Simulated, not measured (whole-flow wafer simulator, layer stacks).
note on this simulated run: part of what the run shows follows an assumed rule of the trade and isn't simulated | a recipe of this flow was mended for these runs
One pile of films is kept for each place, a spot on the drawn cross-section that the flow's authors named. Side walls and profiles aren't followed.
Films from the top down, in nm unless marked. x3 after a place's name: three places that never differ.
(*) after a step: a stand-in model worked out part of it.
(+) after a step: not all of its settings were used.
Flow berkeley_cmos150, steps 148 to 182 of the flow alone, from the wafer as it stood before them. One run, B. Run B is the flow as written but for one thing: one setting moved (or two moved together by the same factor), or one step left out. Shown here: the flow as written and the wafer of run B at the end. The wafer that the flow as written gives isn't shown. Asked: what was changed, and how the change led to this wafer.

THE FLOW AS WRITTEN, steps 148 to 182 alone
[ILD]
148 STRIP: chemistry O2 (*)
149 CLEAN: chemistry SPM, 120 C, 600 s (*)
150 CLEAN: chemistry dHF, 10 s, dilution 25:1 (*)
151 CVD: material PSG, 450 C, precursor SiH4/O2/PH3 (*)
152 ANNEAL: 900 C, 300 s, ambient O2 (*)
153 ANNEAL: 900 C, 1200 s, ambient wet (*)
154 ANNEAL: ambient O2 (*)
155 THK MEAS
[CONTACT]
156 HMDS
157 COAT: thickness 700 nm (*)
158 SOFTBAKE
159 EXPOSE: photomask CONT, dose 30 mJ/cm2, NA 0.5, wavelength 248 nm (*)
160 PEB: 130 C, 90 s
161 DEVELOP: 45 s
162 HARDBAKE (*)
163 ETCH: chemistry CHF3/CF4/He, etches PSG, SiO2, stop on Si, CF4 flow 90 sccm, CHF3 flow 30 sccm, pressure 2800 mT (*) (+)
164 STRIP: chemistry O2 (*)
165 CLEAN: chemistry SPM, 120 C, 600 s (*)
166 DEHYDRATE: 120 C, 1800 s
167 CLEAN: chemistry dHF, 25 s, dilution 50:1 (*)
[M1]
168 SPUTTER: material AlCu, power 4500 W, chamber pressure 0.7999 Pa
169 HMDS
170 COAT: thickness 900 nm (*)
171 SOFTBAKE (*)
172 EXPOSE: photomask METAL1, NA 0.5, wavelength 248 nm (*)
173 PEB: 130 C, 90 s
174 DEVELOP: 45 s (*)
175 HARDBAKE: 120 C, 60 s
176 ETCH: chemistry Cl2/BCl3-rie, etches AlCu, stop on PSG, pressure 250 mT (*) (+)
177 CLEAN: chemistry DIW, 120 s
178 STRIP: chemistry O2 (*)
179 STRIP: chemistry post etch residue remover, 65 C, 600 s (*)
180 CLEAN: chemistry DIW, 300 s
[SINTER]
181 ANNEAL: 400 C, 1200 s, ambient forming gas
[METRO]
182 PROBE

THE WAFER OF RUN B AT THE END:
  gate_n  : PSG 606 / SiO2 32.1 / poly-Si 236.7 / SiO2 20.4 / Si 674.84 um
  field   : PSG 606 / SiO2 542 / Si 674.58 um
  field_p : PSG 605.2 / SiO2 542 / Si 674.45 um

The cause: step 153, ANNEAL: 1440 s was run, where the flow has 1200 s.

How the change led to this, step by step:
  153 ANNEAL: 900 C, 1200 s, ambient wet (*)
      sd_n, contact, m1: PSG -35, SiO2 +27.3, Si -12 (as written it would be: PSG -35, SiO2 +22.8, Si -10)
      field, field_p: PSG -35, SiO2 +19.5, Si -8.58 (as written it would be: PSG -35, SiO2 +16.3, Si -7.15)
      (and at 3 more places)
  163 ETCH: chemistry CHF3/CF4/He, etches PSG, SiO2, stop on Si, CF4 flow 90 sccm, CHF3 flow 30 sccm, pressure 2800 mT (*) (+)
      contact: PSG -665 (all of it), SiO2 -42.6 (all of it), Si -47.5 (as written it would be: PSG -665 (all of it), SiO2 -38.1 (all of it), Si -47.5)
